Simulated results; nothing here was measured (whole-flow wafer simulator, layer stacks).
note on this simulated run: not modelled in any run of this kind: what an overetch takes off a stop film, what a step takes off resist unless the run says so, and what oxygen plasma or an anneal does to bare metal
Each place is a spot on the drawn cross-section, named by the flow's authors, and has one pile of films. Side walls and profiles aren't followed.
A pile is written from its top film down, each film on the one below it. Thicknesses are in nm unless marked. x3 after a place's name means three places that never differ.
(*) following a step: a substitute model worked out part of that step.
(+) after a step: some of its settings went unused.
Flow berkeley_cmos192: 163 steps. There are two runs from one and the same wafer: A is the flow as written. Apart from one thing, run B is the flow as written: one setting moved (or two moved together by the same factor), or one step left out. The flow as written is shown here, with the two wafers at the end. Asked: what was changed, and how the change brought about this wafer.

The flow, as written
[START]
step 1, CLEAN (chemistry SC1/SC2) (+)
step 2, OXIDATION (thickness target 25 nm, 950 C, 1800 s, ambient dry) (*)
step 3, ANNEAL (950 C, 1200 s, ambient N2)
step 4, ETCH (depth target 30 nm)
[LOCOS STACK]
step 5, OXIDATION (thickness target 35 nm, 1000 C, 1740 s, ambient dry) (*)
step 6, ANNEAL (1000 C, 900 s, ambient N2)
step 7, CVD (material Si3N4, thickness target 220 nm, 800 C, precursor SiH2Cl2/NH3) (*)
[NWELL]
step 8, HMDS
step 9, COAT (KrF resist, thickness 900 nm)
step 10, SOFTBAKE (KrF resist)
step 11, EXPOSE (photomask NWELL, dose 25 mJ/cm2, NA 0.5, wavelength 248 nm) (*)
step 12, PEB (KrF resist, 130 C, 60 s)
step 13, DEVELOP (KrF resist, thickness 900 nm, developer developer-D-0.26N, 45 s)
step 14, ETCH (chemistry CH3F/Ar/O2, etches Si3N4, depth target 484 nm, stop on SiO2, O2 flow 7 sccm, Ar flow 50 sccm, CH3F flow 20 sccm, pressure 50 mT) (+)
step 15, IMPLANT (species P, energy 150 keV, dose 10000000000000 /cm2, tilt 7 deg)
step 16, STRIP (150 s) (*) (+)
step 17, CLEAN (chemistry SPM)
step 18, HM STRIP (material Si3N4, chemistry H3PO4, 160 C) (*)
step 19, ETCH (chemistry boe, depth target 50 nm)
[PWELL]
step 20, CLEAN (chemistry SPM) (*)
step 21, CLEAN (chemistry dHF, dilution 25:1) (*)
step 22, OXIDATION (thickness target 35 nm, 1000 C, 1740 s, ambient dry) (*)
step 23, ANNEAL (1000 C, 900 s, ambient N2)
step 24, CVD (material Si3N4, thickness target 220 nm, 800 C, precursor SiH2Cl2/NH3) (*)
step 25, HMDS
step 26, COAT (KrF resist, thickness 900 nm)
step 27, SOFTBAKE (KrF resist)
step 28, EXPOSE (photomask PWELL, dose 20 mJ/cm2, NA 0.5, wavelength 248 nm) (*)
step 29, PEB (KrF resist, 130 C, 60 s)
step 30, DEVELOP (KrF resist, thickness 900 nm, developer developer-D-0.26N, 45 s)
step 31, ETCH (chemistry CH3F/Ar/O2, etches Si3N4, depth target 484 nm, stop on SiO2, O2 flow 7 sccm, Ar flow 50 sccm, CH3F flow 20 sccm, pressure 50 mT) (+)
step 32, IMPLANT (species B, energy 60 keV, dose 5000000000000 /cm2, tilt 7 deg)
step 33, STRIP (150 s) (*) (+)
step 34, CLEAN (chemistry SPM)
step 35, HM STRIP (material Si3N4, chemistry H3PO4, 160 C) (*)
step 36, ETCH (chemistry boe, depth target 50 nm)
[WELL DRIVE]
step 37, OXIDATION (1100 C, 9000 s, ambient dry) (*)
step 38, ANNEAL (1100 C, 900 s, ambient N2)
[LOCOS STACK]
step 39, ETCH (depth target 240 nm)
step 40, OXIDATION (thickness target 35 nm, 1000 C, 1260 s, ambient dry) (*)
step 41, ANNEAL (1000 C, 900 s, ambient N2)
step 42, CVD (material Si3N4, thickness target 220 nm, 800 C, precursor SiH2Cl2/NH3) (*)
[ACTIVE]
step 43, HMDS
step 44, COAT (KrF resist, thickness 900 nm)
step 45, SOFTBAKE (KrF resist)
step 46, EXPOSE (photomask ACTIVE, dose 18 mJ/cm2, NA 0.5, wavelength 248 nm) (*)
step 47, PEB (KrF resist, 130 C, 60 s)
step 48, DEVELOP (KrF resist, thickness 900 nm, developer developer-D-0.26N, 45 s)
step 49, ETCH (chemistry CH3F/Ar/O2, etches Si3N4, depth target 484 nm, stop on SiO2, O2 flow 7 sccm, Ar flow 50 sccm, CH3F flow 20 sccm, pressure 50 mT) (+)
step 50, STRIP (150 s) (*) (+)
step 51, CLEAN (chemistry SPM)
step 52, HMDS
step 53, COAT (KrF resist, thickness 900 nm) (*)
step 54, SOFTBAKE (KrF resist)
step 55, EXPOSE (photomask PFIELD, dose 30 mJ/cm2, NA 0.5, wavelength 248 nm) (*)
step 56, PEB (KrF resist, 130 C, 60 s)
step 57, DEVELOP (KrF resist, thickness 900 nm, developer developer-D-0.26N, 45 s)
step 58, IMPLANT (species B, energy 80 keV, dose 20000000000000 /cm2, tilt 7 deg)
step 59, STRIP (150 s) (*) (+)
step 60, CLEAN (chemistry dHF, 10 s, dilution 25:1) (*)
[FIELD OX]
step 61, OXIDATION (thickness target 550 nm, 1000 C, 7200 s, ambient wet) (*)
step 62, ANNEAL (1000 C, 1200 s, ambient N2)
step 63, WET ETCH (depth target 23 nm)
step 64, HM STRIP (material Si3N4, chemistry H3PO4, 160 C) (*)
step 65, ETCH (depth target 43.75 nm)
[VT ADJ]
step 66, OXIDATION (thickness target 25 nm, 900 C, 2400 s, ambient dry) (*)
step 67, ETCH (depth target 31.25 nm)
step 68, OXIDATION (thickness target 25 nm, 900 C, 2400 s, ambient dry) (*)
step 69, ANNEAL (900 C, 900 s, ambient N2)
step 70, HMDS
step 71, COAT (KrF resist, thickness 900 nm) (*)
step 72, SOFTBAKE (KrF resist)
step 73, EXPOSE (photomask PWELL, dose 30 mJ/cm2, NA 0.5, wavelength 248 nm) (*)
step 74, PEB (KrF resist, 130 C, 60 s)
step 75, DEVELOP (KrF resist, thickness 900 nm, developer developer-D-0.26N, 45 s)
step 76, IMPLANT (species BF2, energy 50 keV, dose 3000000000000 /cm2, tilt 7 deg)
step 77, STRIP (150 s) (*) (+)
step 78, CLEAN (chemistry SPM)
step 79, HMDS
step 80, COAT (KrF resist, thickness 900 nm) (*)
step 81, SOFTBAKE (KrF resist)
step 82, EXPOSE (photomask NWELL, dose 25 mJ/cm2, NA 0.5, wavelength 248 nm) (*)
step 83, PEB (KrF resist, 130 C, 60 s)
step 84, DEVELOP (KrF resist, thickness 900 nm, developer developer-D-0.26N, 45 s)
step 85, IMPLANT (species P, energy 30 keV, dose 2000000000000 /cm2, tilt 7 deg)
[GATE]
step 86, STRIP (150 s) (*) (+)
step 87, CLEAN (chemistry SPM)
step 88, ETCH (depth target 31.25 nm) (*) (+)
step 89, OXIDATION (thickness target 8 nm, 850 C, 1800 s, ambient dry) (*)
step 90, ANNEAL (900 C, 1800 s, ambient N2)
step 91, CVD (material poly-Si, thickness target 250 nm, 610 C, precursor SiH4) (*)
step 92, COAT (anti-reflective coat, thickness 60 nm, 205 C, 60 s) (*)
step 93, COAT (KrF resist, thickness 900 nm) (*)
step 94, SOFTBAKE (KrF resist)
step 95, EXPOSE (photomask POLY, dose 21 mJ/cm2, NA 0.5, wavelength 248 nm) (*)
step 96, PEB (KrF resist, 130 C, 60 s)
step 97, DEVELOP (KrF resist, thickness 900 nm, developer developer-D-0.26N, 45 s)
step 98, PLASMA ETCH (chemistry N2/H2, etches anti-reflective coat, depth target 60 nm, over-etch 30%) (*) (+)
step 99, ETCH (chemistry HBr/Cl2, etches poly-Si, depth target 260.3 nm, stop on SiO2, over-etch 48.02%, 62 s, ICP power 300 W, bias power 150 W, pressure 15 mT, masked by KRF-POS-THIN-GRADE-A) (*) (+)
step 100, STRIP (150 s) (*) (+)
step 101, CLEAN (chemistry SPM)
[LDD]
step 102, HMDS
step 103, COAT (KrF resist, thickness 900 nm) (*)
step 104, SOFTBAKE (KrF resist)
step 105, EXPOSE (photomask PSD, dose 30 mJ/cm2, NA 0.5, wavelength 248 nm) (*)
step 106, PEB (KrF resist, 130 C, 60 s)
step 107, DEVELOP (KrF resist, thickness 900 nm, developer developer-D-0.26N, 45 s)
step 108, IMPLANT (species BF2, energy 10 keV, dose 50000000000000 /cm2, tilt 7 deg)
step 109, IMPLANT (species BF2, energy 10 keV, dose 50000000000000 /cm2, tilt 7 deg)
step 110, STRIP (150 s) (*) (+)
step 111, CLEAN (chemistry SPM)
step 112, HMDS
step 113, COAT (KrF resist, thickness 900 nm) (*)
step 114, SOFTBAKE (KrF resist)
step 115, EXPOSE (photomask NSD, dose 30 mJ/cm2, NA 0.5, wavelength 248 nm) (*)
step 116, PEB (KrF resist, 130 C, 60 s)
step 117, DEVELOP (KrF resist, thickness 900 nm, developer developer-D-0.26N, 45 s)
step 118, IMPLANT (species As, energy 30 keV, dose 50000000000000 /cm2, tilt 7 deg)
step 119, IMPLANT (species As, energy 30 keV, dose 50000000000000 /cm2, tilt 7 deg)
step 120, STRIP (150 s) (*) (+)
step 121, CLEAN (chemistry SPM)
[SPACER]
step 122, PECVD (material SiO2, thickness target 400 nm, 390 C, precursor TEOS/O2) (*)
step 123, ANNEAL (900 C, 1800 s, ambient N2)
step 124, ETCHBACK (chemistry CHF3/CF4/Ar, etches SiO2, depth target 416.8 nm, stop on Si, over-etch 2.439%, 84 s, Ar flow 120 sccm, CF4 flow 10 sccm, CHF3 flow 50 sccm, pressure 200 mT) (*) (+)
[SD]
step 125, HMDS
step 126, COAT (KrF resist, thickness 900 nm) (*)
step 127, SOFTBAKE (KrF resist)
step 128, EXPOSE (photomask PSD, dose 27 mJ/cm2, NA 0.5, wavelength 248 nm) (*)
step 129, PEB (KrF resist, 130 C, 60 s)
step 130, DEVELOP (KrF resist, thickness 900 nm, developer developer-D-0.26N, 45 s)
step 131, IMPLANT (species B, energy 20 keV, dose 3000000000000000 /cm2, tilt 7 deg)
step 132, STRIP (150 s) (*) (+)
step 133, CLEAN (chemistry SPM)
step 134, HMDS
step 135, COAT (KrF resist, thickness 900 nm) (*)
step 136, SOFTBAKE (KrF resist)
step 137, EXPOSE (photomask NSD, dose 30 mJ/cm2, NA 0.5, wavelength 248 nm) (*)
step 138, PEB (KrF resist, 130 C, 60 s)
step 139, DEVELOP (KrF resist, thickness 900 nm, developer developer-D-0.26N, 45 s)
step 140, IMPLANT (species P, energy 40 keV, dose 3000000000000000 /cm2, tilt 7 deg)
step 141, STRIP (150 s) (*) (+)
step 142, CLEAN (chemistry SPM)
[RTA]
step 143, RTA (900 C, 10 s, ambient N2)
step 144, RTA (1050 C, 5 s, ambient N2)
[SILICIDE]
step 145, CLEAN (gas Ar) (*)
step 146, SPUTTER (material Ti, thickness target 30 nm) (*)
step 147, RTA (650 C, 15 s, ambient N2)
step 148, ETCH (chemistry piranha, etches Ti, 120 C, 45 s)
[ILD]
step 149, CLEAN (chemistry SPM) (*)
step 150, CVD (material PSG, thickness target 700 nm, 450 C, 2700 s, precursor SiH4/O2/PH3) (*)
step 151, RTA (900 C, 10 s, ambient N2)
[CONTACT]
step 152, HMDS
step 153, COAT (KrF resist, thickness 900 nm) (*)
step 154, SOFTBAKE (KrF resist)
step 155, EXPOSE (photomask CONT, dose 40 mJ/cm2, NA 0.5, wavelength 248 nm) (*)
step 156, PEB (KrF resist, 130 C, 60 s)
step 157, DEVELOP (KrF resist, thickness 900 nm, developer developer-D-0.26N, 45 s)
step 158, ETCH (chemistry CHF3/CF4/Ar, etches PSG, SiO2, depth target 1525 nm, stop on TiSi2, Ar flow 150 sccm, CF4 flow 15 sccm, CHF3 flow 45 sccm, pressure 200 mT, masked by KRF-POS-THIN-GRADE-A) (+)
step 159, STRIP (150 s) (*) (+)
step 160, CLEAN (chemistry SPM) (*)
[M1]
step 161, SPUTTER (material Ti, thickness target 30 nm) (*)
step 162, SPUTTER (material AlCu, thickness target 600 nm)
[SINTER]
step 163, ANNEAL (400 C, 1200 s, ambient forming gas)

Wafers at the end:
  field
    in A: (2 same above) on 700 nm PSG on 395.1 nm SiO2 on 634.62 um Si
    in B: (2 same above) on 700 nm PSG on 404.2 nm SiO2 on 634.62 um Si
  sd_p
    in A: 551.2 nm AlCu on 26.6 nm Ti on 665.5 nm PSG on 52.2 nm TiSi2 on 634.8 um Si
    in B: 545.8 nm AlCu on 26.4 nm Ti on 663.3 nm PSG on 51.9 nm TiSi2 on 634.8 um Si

What caused this: step 65, ETCH: depth target 34.56 nm was run, though the flow has depth target 43.75 nm.

Step by step, how the change led to this:
  step 65, ETCH (depth target 43.75 nm)
      field: A -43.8 SiO2 | B -34.6 SiO2
  step 92, COAT (anti-reflective coat, thickness 60 nm, 205 C, 60 s) (*)
      sd_n: A +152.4 anti-reflective coat (new film) | B +158.9 anti-reflective coat (new film)
      spacer_n: A +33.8 anti-reflective coat (new film) | B +31.6 anti-reflective coat (new film)
      (also at 4 further places)
  step 98, PLASMA ETCH (chemistry N2/H2, etches anti-reflective coat, depth target 60 nm, over-etch 30%) (*) (+)
      sd_n: A -152.4 anti-reflective coat (all of it), -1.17 poly-Si | B -158.9 anti-reflective coat (all of it), -1.22 poly-Si
      spacer_n: A -33.8 anti-reflective coat (all of it), -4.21 poly-Si | B -31.6 anti-reflective coat (all of it), -4.49 poly-Si
      (also at 2 further places)
  step 100, STRIP (150 s) (*) (+)
      gate: A +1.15 chemical SiO2 (new film), -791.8 KrF resist (all of it), -30 anti-reflective coat (all of it), -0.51 poly-Si | B +1.15 chemical SiO2 (new film), -799.6 KrF resist (all of it), -27.6 anti-reflective coat (all of it), -0.51 poly-Si
      gate_p: A +1.15 chemical SiO2 (new film), -765.1 KrF resist (all of it), -31 anti-reflective coat (all of it), -0.51 poly-Si | B +1.15 chemical SiO2 (new film), -770.2 KrF resist (all of it), -29.3 anti-reflective coat (all of it), -0.51 poly-Si
